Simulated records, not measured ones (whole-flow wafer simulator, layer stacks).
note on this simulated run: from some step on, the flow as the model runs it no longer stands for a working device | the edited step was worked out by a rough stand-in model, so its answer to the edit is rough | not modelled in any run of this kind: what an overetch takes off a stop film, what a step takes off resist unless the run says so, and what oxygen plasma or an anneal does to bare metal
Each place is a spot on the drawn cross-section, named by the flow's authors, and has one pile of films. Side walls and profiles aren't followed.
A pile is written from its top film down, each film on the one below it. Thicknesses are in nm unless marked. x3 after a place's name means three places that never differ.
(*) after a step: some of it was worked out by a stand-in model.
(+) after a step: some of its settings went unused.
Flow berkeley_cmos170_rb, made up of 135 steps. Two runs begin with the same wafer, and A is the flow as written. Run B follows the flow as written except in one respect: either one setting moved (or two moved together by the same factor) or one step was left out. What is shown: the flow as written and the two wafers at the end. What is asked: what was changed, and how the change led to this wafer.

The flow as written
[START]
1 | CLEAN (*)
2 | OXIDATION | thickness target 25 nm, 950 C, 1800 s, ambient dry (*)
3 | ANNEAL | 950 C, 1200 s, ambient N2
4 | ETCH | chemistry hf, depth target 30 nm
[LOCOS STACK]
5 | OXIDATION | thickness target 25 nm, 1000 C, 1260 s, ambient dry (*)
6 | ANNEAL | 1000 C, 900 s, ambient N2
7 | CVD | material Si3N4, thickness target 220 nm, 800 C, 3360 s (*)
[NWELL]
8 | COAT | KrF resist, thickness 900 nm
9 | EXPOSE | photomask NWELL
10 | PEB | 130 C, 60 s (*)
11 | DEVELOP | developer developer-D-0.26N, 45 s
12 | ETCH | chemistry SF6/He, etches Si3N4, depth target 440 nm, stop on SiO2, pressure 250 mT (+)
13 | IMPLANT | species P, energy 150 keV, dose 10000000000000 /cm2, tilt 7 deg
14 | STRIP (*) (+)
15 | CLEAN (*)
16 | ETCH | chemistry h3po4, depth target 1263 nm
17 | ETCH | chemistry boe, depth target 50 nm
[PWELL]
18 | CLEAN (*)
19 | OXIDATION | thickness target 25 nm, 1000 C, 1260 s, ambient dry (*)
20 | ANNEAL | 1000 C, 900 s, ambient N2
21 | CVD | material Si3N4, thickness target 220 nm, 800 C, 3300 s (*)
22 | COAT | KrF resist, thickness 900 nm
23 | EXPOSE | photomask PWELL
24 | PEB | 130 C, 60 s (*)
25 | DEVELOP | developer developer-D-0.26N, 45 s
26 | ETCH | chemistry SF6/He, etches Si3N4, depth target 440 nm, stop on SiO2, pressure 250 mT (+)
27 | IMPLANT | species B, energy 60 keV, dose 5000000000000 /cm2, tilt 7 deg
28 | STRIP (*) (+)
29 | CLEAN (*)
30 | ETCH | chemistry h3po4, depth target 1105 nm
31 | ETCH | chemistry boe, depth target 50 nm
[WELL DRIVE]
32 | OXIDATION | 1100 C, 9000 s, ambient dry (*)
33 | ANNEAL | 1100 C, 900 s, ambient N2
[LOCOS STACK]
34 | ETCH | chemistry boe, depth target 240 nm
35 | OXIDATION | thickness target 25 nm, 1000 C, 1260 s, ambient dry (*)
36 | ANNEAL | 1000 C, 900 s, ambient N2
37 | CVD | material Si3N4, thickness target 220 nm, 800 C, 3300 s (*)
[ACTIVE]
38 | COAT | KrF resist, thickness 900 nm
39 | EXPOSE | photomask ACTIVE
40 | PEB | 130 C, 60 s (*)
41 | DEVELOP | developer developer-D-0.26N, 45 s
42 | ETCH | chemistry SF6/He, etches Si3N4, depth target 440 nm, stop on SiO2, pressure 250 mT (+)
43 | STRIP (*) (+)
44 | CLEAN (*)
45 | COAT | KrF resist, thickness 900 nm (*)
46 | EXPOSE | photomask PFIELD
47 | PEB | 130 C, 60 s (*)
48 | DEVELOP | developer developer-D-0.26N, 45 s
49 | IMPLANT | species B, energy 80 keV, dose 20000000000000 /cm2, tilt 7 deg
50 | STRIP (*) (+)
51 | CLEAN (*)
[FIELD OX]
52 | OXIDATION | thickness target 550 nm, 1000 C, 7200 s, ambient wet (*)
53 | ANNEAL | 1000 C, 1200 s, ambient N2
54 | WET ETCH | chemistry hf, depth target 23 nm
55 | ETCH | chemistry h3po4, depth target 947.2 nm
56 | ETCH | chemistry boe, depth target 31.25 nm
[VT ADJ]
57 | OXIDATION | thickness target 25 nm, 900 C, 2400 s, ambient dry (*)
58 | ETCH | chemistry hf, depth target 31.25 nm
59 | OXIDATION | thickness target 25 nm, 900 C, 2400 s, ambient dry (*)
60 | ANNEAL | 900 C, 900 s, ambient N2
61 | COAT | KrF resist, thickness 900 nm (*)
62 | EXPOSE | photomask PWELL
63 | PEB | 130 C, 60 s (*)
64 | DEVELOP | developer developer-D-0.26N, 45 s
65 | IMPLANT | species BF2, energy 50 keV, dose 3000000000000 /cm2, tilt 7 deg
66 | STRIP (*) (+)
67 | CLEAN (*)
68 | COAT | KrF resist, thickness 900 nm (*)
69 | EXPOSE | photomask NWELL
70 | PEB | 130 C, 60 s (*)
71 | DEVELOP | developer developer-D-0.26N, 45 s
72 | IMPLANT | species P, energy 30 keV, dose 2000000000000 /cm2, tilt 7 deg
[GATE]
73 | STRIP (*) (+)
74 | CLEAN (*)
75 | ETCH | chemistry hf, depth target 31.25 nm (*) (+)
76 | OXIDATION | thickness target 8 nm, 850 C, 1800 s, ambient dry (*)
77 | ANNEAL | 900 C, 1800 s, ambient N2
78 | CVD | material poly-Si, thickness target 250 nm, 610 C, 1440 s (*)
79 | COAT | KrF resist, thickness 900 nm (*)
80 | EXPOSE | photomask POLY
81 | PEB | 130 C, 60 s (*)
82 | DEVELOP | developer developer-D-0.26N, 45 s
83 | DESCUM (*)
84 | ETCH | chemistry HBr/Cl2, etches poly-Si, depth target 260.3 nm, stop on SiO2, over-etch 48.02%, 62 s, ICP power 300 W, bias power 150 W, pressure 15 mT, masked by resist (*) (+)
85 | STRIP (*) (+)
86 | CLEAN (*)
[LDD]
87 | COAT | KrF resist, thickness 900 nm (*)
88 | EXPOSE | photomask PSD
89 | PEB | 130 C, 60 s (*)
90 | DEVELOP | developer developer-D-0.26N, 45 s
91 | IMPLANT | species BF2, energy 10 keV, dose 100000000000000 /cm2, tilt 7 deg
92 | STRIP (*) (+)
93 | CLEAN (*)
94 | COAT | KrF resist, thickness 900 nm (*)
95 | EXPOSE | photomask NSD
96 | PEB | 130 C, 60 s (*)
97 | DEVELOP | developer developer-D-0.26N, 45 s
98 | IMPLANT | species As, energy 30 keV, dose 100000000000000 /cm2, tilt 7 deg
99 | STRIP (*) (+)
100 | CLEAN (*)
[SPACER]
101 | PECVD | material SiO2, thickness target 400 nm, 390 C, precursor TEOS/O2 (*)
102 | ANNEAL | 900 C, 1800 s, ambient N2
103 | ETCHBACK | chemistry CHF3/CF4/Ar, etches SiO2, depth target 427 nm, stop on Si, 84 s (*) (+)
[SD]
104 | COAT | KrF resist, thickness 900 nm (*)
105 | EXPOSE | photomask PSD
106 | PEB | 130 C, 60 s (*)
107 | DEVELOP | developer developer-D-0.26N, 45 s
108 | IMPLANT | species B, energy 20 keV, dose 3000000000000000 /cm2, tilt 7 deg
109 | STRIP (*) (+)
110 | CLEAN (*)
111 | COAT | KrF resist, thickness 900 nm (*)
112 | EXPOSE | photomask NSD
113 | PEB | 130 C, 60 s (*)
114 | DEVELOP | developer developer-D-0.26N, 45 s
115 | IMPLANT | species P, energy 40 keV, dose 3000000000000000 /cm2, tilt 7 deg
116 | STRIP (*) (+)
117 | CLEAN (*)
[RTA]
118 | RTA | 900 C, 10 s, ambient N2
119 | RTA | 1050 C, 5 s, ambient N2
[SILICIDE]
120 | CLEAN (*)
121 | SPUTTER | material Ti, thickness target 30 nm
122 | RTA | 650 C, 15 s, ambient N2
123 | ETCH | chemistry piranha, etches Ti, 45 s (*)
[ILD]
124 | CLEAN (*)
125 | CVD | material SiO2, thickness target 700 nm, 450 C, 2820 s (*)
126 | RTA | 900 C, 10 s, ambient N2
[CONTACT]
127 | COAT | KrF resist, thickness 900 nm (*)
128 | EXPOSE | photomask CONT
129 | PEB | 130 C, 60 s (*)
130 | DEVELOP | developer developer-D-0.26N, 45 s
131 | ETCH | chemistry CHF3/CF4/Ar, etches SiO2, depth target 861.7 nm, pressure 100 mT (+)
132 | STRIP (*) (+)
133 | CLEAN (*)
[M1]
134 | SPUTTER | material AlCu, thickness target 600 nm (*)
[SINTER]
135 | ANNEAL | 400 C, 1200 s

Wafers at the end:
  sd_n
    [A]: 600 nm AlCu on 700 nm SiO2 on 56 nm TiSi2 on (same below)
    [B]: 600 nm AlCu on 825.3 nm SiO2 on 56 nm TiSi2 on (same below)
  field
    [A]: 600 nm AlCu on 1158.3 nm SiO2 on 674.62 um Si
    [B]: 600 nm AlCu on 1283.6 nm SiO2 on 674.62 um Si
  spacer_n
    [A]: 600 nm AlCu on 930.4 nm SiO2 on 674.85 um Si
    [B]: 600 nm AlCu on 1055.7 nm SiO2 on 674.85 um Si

Cause: step 125, CVD: thickness target 825.3 nm was run, though the flow has thickness target 700 nm; step 125, CVD: 3325 s was run, where the flow has 2820 s.
The wafer lets one read it off: sd_n has SiO2 825.3, and step 125 as written asks for 700 nm.

Step by step, how the change led to this:
  125 | CVD | material SiO2, thickness target 700 nm, 450 C, 2820 s (*)
      sd_n, gate, sd_p, gate_p, contact, m1: A +700 SiO2 (new film) | B +825.3 SiO2 (new film)
      field, spacer_n, spacer_p: A +700 SiO2 | B +825.3 SiO2
  131 | ETCH | chemistry CHF3/CF4/Ar, etches SiO2, depth target 861.7 nm, pressure 100 mT (+)
      contact: A -700 SiO2 (all of it), -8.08 TiSi2 | B -825.3 SiO2 (all of it), -1.82 TiSi2
  134 | SPUTTER | material AlCu, thickness target 600 nm (*)
      contact: A +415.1 AlCu (new film) | B +387.1 AlCu (new film)
